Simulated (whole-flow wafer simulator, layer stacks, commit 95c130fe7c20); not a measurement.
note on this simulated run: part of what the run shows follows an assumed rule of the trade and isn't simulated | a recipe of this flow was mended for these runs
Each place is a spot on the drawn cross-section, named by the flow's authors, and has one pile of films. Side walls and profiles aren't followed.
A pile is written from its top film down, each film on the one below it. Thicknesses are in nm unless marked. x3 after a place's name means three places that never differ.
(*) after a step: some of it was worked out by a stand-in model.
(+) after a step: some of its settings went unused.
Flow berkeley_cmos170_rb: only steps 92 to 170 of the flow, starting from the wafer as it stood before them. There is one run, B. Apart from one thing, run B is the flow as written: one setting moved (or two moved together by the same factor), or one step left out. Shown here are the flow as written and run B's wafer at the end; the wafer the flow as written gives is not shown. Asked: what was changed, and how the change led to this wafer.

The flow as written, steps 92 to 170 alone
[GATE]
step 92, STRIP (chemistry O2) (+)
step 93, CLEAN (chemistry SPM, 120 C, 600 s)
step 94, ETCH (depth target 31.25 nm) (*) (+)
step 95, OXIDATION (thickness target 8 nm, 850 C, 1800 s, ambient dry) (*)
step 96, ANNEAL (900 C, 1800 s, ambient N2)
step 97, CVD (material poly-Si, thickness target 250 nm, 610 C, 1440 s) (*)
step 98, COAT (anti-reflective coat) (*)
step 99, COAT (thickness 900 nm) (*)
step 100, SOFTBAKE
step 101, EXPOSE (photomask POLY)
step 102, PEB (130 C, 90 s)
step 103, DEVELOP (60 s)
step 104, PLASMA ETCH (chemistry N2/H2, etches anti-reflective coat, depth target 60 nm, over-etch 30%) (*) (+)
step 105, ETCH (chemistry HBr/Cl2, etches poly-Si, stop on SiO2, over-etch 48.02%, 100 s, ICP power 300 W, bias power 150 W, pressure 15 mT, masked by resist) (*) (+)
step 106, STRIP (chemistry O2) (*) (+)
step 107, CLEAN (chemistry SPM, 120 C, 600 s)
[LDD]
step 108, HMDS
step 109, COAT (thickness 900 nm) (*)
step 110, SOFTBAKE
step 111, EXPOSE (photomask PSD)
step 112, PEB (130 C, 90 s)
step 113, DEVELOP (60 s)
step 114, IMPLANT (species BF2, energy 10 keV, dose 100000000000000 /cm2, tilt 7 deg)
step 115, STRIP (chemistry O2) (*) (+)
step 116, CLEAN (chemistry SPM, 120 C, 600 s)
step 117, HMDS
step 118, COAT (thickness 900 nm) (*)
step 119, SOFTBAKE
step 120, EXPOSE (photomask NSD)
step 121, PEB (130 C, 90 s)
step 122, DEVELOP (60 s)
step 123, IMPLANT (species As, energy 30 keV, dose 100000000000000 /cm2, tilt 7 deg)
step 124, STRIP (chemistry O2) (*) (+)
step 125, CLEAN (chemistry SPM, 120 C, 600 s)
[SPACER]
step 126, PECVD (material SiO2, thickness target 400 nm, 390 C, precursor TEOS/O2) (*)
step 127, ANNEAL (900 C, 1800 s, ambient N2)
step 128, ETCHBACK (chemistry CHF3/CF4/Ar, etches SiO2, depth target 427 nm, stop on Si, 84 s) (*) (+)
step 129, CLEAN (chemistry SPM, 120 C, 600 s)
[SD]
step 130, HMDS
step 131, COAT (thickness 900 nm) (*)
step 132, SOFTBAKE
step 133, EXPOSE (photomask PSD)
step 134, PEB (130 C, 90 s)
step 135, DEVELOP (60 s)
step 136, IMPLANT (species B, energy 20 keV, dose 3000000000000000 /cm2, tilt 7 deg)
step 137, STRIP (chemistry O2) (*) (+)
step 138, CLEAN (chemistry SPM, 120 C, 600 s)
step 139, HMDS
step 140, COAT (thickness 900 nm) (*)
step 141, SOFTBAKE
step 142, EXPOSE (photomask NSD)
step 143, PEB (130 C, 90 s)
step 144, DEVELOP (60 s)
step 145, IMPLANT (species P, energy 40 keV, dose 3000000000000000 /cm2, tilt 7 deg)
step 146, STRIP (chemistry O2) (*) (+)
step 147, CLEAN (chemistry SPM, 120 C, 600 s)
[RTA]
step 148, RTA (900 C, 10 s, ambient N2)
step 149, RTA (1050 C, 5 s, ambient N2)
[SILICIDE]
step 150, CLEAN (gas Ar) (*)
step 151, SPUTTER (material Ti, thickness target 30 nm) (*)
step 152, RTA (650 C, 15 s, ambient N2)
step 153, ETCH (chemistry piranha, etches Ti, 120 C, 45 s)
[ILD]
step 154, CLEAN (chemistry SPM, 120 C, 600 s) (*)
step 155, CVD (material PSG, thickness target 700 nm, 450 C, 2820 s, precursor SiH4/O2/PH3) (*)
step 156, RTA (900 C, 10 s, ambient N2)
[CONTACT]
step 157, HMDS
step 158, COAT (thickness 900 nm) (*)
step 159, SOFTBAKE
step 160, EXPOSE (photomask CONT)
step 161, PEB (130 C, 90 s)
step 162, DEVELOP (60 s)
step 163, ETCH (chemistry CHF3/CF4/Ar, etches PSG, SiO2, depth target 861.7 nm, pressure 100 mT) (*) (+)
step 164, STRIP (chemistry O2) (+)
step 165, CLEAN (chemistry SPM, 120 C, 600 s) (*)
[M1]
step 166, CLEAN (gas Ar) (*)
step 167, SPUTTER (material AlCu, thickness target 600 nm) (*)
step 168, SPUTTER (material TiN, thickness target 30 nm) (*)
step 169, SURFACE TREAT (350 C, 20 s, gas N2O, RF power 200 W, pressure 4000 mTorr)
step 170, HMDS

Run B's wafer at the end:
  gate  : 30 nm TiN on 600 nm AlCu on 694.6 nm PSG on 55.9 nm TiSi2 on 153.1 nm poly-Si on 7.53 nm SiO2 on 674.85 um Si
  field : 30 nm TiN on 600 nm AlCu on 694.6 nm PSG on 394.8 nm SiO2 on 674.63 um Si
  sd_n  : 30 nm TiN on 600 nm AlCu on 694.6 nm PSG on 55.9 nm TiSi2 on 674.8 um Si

Cause: step 97, CVD: thickness target 212 nm was run, though the flow has thickness target 250 nm; step 97, CVD: 1224 s was run, where the flow has 1440 s.

Step by step, how the change led to this:
  step 97, CVD (material poly-Si, thickness target 250 nm, 610 C, 1440 s) (*)
      field, sd_n, spacer_n and 6 more: +212 poly-Si (new film) (it would be, as written: +250 poly-Si (new film))
  step 105, ETCH (chemistry HBr/Cl2, etches poly-Si, stop on SiO2, over-etch 48.02%, 100 s, ICP power 300 W, bias power 150 W, pressure 15 mT, masked by resist) (*) (+)
      spacer_n, spacer_p: -210.6 poly-Si (all of it), -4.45 SiO2 (it would be, as written: -248.5 poly-Si (all of it), -1.53 SiO2)
      field: -207.1 poly-Si (all of it), -4.72 SiO2 (it would be, as written: -245 poly-Si (all of it), -1.8 SiO2)
      (as well as at 4 more places)
  step 109, COAT (thickness 900 nm) (*)
      gate: +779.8 KrF-resist (new film) (it would be, as written: +749.5 KrF-resist (new film))
      gate_p: +775.9 KrF-resist (new film) (it would be, as written: +745.7 KrF-resist (new film))
  step 113, DEVELOP (60 s)
      gate_p: -774.3 KrF-resist (all of it) (it would be, as written: -744.1 KrF-resist (all of it))
  step 115, STRIP (chemistry O2) (*) (+)
      gate: -763.1 KrF-resist (all of it), +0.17 chemical SiO2 (it would be, as written: -733 KrF-resist (all of it), +0.17 chemical SiO2)
  step 118, COAT (thickness 900 nm) (*)
      gate: +779.7 KrF-resist (new film) (it would be, as written: +748.7 KrF-resist (new film))
      gate_p: +775.8 KrF-resist (new film) (it would be, as written: +744.7 KrF-resist (new film))
  step 122, DEVELOP (60 s)
      gate: -778 KrF-resist (all of it) (it would be, as written: -747.1 KrF-resist (all of it))
  step 124, STRIP (chemistry O2) (*) (+)
      gate_p: -759.2 KrF-resist (all of it), +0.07 chemical SiO2 (it would be, as written: -728.2 KrF-resist (all of it), +0.07 chemical SiO2)
  step 128, ETCHBACK (chemistry CHF3/CF4/Ar, etches SiO2, depth target 427 nm, stop on Si, 84 s) (*) (+)
      spacer_n, spacer_p: -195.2 SiO2 (it would be, as written: -160.1 SiO2)
  step 131, COAT (thickness 900 nm) (*)
      spacer_n: +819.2 KrF-resist (new film) (it would be, as written: +791.7 KrF-resist (new film))
      gate: +797.6 KrF-resist (new film) (it would be, as written: +770.7 KrF-resist (new film))
      (as well as at 2 more places)
  step 135, DEVELOP (60 s)
      spacer_p: -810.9 KrF-resist (all of it) (it would be, as written: -783.4 KrF-resist (all of it))
      gate_p: -789.2 KrF-resist (all of it) (it would be, as written: -762.3 KrF-resist (all of it))
  step 137, STRIP (chemistry O2) (*) (+)
      spacer_n: -802.5 KrF-resist (all of it) (it would be, as written: -775.1 KrF-resist (all of it))
      gate: -781 KrF-resist (all of it), +0.17 chemical SiO2, -0.07 poly-Si (it would be, as written: -754.1 KrF-resist (all of it), +0.17 chemical SiO2, -0.08 poly-Si)
  step 140, COAT (thickness 900 nm) (*)
      spacer_n: +819.2 KrF-resist (new film) (it would be, as written: +791.4 KrF-resist (new film))
      gate: +797.7 KrF-resist (new film) (it would be, as written: +770.4 KrF-resist (new film))
      (as well as at 2 more places)
  step 144, DEVELOP (60 s)
      spacer_n: -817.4 KrF-resist (all of it) (it would be, as written: -789.7 KrF-resist (all of it))
      gate: -795.9 KrF-resist (all of it) (it would be, as written: -768.7 KrF-resist (all of it))
  step 146, STRIP (chemistry O2) (*) (+)
      spacer_p: -796.4 KrF-resist (all of it) (it would be, as written: -768.5 KrF-resist (all of it))
      gate_p: -774.6 KrF-resist (all of it), +0.07 chemical SiO2 (it would be, as written: -747.2 KrF-resist (all of it), +0.07 chemical SiO2)
  step 158, COAT (thickness 900 nm) (*)
      spacer_n: +850.2 KrF-resist (new film) (it would be, as written: +830.5 KrF-resist (new film))
      gate: +827.5 KrF-resist (new film) (it would be, as written: +810 KrF-resist (new film))
      (as well as at 2 more places)
  step 164, STRIP (chemistry O2) (+)
      spacer_n: -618 KrF-resist (all of it) (it would be, as written: -598.3 KrF-resist (all of it))
      gate: -595.4 KrF-resist (all of it) (it would be, as written: -577.9 KrF-resist (all of it))
      (as well as at 2 more places)
